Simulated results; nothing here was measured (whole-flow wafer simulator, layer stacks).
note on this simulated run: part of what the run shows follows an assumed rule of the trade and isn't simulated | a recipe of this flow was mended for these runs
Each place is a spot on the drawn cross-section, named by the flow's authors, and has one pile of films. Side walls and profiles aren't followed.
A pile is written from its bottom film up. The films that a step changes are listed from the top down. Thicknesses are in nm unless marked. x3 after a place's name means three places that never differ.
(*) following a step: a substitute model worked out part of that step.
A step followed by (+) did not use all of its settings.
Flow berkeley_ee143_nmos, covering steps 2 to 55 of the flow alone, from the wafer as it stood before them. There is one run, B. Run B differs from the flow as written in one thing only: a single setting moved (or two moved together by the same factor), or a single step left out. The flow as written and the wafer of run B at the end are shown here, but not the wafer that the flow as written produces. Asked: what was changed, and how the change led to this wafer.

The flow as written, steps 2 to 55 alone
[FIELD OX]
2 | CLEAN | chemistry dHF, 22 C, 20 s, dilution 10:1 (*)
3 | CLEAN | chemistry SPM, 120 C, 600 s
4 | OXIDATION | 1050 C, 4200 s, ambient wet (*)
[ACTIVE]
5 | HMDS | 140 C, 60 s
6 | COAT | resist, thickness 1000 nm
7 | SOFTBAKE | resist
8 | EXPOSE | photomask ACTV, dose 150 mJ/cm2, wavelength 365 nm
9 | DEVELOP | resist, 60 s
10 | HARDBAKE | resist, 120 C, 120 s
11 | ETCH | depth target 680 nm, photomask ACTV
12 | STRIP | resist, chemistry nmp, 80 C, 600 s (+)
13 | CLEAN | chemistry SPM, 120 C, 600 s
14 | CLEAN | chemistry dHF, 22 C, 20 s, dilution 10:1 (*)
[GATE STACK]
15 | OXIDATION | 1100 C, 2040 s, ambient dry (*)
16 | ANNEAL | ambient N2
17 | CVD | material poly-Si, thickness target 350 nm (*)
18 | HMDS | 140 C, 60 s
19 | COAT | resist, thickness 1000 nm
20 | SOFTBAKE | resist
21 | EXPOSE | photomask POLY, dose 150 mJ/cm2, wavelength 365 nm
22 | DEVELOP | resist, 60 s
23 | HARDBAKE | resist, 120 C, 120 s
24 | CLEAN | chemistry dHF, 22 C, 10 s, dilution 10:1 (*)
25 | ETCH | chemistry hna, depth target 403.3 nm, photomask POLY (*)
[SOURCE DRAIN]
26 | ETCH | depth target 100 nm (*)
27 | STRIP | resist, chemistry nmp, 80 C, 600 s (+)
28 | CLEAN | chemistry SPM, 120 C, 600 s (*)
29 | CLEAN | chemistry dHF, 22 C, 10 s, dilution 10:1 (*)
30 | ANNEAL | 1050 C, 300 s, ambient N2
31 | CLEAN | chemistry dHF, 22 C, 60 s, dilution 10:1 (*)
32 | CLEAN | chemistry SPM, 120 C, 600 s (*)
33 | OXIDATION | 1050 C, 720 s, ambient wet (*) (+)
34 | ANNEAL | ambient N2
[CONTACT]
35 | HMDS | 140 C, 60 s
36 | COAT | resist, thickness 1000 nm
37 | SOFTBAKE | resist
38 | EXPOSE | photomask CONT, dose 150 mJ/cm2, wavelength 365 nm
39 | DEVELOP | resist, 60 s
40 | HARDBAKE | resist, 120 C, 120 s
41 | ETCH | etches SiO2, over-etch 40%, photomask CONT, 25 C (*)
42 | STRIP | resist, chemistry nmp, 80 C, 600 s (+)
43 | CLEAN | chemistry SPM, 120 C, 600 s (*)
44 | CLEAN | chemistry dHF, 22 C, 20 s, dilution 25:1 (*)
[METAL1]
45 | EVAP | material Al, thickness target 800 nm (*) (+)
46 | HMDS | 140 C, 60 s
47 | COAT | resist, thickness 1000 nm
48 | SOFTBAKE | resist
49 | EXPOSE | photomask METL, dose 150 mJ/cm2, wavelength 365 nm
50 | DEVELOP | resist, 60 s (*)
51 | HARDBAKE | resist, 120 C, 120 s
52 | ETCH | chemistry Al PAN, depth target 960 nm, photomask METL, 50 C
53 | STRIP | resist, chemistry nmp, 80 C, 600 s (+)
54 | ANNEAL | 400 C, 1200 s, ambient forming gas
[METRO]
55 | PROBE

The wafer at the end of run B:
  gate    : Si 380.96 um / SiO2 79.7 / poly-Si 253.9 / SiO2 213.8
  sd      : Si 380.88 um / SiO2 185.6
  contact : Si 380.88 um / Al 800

The reason: step 4, OXIDATION: 1050 C, 4200 s, ambient wet (*), was not run.

Step by step, how the change led to this:
  11 | ETCH | depth target 680 nm, photomask ACTV
      gate, sd, contact: chemical SiO2 loses 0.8 (all of it) (as written it would have been: SiO2 loses 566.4 (all of it))
  14 | CLEAN | chemistry dHF, 22 C, 20 s, dilution 10:1 (*)
      field: chemical SiO2 loses 0.8 (all of it) (as written it would have been: SiO2 loses 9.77)
  15 | OXIDATION | 1100 C, 2040 s, ambient dry (*)
      field: SiO2 gains 79.7 (new film), Si loses 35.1 (as written it would have been: SiO2 gains 11.8, Si loses 5.18)
  19 | COAT | resist, thickness 1000 nm
      gate: resist gains 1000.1 (new film) (as written it would have been: resist gains 1093.4 (new film))
      sd: resist gains 1000 (new film) (as written it would have been: resist gains 1066.2 (new film))
      (also at 2 further places)
  22 | DEVELOP | resist, 60 s
      sd: resist loses 1000 (all of it) (as written it would have been: resist loses 1066.2 (all of it))
      contact: resist loses 1000.1 (all of it) (as written it would have been: resist loses 1092 (all of it))
      (also at 1 further place)
  23 | HARDBAKE | resist, 120 C, 120 s
      gate: resist loses 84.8 (as written it would have been: resist loses 93.2)
  26 | ETCH | depth target 100 nm (*)
      field: SiO2 loses 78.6 (all of it) (as written it would have been: SiO2 loses 100)
  27 | STRIP | resist, chemistry nmp, 80 C, 600 s (+)
      gate: resist loses 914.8 (all of it) (as written it would have been: resist loses 999.8 (all of it))
  28 | CLEAN | chemistry SPM, 120 C, 600 s (*)
      field: chemical SiO2 gains 0.8 (new film), Si loses 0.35 (as written it would have been: nothing)
  29 | CLEAN | chemistry dHF, 22 C, 10 s, dilution 10:1 (*)
      field: chemical SiO2 loses 0.8 (all of it) (as written it would have been: SiO2 loses 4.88)
  31 | CLEAN | chemistry dHF, 22 C, 60 s, dilution 10:1 (*)
      field: nothing (as written it would have been: SiO2 loses 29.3)
  32 | CLEAN | chemistry SPM, 120 C, 600 s (*)
      field: chemical SiO2 gains 0.8 (new film), Si loses 0.35 (as written it would have been: nothing)
  33 | OXIDATION | 1050 C, 720 s, ambient wet (*) (+)
      field: SiO2 gains 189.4 (new film), chemical SiO2 loses 0.8 (all of it), Si loses 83 (as written it would have been: SiO2 gains 73.9, Si loses 32.5)
  36 | COAT | resist, thickness 1000 nm
      gate: resist gains 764 (new film) (as written it would have been: resist gains 822.5 (new film))
      sd: resist gains 1115.8 (new film) (as written it would have been: resist gains 1160.4 (new film))
      (also at 2 further places)
  39 | DEVELOP | resist, 60 s
      contact: resist loses 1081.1 (all of it) (as written it would have been: resist loses 1142.5 (all of it))
  40 | HARDBAKE | resist, 120 C, 120 s
      gate: resist loses 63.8 (as written it would have been: resist loses 69)
      sd: resist loses 95.3 (as written it would have been: resist loses 99.3)
      (also at 1 further place)
  ... 4 other steps ...
  53 | STRIP | resist, chemistry nmp, 80 C, 600 s (+)
      contact: resist loses 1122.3 (all of it) (as written it would have been: resist loses 1188.4 (all of it))
